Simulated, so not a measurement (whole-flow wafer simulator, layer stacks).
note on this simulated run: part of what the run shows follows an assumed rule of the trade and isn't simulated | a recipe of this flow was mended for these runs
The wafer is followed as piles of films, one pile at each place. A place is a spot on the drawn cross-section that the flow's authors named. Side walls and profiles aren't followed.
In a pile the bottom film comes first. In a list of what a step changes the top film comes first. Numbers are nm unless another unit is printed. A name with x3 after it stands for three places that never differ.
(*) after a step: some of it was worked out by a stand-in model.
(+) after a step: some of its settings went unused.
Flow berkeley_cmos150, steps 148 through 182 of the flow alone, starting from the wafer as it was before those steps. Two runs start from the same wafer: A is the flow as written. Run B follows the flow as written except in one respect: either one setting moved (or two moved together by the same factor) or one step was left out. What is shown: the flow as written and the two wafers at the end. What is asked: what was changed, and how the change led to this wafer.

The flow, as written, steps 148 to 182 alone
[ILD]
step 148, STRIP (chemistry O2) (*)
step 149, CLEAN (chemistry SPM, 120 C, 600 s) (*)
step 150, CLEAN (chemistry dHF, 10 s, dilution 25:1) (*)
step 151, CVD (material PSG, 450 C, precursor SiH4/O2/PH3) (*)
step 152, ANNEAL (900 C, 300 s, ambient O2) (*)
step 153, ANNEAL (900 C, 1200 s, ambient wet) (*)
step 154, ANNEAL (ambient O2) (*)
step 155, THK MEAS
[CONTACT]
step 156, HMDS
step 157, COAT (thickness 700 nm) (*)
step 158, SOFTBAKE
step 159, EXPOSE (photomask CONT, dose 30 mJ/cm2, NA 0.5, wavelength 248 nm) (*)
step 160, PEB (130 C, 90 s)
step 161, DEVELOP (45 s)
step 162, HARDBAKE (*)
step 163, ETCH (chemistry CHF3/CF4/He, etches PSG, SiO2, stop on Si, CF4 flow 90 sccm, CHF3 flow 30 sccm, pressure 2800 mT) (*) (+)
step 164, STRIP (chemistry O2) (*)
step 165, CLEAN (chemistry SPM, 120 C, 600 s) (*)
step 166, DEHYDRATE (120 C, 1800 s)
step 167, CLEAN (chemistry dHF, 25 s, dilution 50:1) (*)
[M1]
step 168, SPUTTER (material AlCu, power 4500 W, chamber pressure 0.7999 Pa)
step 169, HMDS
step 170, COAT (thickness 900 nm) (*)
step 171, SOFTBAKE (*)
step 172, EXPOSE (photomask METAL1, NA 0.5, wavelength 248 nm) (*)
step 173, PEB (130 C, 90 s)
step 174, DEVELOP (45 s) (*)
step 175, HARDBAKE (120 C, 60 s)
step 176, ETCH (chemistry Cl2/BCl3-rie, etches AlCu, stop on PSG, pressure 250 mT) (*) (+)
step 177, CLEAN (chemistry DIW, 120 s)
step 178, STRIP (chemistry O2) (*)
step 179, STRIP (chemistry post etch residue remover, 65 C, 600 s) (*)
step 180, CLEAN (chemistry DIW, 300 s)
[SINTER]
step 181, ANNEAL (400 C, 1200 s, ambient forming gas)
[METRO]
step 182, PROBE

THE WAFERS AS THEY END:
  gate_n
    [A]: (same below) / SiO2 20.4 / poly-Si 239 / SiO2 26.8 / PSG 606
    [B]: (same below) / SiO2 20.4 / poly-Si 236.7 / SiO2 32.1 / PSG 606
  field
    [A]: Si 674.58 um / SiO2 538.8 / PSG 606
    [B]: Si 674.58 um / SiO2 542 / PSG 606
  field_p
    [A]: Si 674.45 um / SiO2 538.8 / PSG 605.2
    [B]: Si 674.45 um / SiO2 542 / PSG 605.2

The reason: step 153, ANNEAL: 1440 s was run, whereas the flow has 1200 s.

The path from the change to this, step by step:
  step 153, ANNEAL (900 C, 1200 s, ambient wet) (*)
      sd_n, contact, m1: A -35 PSG, +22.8 SiO2, -10 Si | B -35 PSG, +27.3 SiO2, -12 Si
      field, field_p: A -35 PSG, +16.3 SiO2, -7.15 Si | B -35 PSG, +19.5 SiO2, -8.58 Si
      (and at 3 other places as well)
  step 163, ETCH (chemistry CHF3/CF4/He, etches PSG, SiO2, stop on Si, CF4 flow 90 sccm, CHF3 flow 30 sccm, pressure 2800 mT) (*) (+)
      contact: A -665 PSG (all of it), -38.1 SiO2 (all of it), -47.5 Si | B -665 PSG (all of it), -42.6 SiO2 (all of it), -47.5 Si
